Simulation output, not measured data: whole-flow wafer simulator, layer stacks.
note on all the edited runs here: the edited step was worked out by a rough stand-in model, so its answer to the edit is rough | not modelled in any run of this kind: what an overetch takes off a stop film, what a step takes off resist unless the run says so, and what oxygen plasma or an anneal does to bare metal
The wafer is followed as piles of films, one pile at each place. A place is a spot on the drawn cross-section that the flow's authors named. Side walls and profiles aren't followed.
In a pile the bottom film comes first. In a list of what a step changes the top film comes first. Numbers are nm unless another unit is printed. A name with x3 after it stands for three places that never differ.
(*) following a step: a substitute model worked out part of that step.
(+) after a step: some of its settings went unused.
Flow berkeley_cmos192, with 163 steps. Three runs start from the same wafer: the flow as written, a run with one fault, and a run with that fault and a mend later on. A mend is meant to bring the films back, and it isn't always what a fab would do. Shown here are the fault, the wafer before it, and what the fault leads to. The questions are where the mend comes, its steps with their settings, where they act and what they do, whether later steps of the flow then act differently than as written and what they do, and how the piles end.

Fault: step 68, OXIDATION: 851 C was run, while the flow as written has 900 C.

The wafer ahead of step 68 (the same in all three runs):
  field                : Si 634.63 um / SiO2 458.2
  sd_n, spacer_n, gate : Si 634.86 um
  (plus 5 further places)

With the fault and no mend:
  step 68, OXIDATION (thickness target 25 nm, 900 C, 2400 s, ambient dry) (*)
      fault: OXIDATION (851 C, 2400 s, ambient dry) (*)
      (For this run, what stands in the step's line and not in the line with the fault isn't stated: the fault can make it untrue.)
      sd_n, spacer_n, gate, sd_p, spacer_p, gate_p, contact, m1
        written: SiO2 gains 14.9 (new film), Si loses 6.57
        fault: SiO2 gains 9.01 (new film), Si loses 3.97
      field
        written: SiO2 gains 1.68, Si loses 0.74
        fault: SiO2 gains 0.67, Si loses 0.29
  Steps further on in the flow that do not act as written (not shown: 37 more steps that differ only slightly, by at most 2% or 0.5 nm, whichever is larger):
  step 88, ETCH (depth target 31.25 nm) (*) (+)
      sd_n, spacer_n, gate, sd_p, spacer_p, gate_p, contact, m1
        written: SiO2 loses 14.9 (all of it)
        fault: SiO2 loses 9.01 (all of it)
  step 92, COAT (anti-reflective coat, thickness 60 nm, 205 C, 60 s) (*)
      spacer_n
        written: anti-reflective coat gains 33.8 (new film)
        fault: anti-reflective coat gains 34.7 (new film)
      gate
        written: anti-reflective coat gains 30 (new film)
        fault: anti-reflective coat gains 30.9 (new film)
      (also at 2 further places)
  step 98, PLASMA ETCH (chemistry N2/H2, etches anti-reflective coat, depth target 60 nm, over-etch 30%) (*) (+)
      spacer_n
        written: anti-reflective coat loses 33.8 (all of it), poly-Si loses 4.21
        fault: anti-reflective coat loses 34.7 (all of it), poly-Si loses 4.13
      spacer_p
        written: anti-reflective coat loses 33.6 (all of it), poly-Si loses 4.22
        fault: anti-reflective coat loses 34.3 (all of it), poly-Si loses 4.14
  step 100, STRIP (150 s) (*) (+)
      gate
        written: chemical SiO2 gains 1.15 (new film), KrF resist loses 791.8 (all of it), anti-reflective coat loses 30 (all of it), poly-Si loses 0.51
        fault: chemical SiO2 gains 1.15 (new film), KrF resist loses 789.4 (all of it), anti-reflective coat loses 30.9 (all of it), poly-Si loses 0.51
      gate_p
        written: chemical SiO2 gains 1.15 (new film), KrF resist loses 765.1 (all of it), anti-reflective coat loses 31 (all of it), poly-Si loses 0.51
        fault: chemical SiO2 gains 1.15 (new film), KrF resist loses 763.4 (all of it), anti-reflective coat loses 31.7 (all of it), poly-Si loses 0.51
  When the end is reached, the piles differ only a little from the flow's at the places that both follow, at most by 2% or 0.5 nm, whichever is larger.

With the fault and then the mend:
  The mend stands after step 75.
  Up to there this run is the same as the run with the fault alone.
  step 75a, STRIP (150 s) (*) (+)
      sd_p
        KrF resist loses 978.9 (all of it)
      spacer_p
        KrF resist loses 960.2 (all of it)
      gate_p
        KrF resist loses 959.3 (all of it)
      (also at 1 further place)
  step 75b, CLEAN (chemistry SPM)
      alters no film at any place that is followed
  step 75c, OXIDATION (900 C, 1296 s, ambient dry) (*) (the flow's step 68, run once more with other settings)
      sd_n, spacer_n, gate, sd_p, spacer_p, gate_p, contact, m1
        SiO2 gains 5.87, Si loses 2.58
      field
        SiO2 gains 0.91, Si loses 0.4
  step 75d, HMDS (the flow's step 70, run once more)
      alters no film at any place that is followed
  step 75e, COAT (KrF resist, thickness 900 nm) (*) (the flow's step 71, run once more)
      spacer_n, gate
        KrF resist gains 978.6 (new film)
      field
        KrF resist gains 842.4 (new film)
      sd_n
        KrF resist gains 1013.2 (new film)
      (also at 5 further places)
  step 75f, SOFTBAKE (KrF resist) (the flow's step 72, run once more)
      alters no film at any place that is followed
  step 75g, EXPOSE (photomask PWELL, dose 30 mJ/cm2, NA 0.5, wavelength 248 nm) (*) (the flow's step 73, run once more)
      alters no film at any place that is followed
  step 75h, PEB (KrF resist, 130 C, 60 s) (the flow's step 74, run once more)
      sd_n, m1
        KrF resist loses 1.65
      spacer_n, gate
        KrF resist loses 1.58
      spacer_p, gate_p
        KrF resist loses 1.57
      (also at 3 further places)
  step 75i, DEVELOP (KrF resist, thickness 900 nm, developer developer-D-0.26N, 45 s) (the flow's step 75, run once more)
      sd_p, spacer_p, gate_p, m1
        KrF resist loses 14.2
      spacer_n, gate
        KrF resist loses 977 (all of it)
      field
        KrF resist loses 841.1 (all of it)
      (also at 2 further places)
  None of the later steps of the flow differs from how it acts as written, at any place that is followed, by more than 2% or 0.5 nm, whichever is larger.
  When the end is reached, the piles differ only a little from the flow's at the places that both follow, at most by 2% or 0.5 nm, whichever is larger.
